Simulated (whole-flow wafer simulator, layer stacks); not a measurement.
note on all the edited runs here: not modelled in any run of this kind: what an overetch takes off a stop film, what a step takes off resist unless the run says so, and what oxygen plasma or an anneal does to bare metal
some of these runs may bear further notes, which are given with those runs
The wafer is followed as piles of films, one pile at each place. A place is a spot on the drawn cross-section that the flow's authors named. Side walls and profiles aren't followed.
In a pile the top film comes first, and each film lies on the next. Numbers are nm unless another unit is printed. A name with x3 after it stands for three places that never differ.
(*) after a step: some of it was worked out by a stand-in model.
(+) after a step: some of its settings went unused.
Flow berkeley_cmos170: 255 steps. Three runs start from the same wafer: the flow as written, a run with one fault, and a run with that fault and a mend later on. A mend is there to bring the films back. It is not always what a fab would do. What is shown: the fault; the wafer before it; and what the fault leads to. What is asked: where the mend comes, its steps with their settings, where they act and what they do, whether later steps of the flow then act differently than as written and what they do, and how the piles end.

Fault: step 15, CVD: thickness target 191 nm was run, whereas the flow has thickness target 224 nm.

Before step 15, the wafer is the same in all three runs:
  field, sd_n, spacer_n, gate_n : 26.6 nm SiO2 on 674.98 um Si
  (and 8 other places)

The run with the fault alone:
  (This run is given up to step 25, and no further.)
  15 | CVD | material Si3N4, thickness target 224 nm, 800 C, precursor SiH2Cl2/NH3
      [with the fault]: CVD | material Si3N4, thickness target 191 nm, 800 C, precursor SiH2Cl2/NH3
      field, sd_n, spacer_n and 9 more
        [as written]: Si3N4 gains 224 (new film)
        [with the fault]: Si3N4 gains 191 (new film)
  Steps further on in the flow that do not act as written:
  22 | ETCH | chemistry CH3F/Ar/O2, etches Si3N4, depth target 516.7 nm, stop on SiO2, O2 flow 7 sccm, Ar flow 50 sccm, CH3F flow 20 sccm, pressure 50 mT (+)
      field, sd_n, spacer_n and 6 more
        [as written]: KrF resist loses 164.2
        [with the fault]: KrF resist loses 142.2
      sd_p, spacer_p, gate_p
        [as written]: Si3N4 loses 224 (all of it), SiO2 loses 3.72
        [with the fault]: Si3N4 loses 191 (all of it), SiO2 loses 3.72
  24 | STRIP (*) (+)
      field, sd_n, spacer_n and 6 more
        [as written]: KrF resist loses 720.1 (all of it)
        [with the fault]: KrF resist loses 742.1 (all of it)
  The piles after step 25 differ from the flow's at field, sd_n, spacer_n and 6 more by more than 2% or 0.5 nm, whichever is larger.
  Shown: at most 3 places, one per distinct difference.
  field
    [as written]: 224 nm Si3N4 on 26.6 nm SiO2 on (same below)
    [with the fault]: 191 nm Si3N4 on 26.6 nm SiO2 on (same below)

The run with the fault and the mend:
  After step 21 comes the mend.
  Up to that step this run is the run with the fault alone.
  21a | STRIP (*) (+)
      field, sd_n, spacer_n and 6 more
        KrF resist loses 884.4 (all of it)
  21b | CLEAN | chemistry SPM
      alters no film at any place that is followed
  21c | CVD | material Si3N4, thickness target 33 nm, 800 C, precursor SiH2Cl2/NH3 (a further turn of the flow's step 15, with different settings)
      field, sd_n, spacer_n and 9 more
        Si3N4 gains 33
  21d | HMDS (a further turn of the flow's step 16)
      alters no film at any place that is followed
  21e | COAT | KrF resist, thickness 900 nm (a further turn of the flow's step 17)
      field, sd_n, spacer_n and 9 more
        KrF resist gains 900 (new film)
  21f | SOFTBAKE | KrF resist (a further turn of the flow's step 18)
      alters no film at any place that is followed
  21g | EXPOSE | photomask NWELL, dose 25 mJ/cm2, NA 0.5, wavelength 248 nm (*) (a further turn of the flow's step 19)
      alters no film at any place that is followed
  21h | PEB | KrF resist, 130 C (a further turn of the flow's step 20)
      field, sd_n, spacer_n and 9 more
        KrF resist loses 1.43
  21i | DEVELOP | KrF resist, thickness 900 nm, developer developer-D-0.26N (a further turn of the flow's step 21)
      field, sd_n, spacer_n and 6 more
        KrF resist loses 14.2
      sd_p, spacer_p, gate_p
        KrF resist loses 898.6 (all of it)
  Later steps of the flow that are run all act as written at every place that is followed.
  The piles end the same as the flow's at every place that both follow.
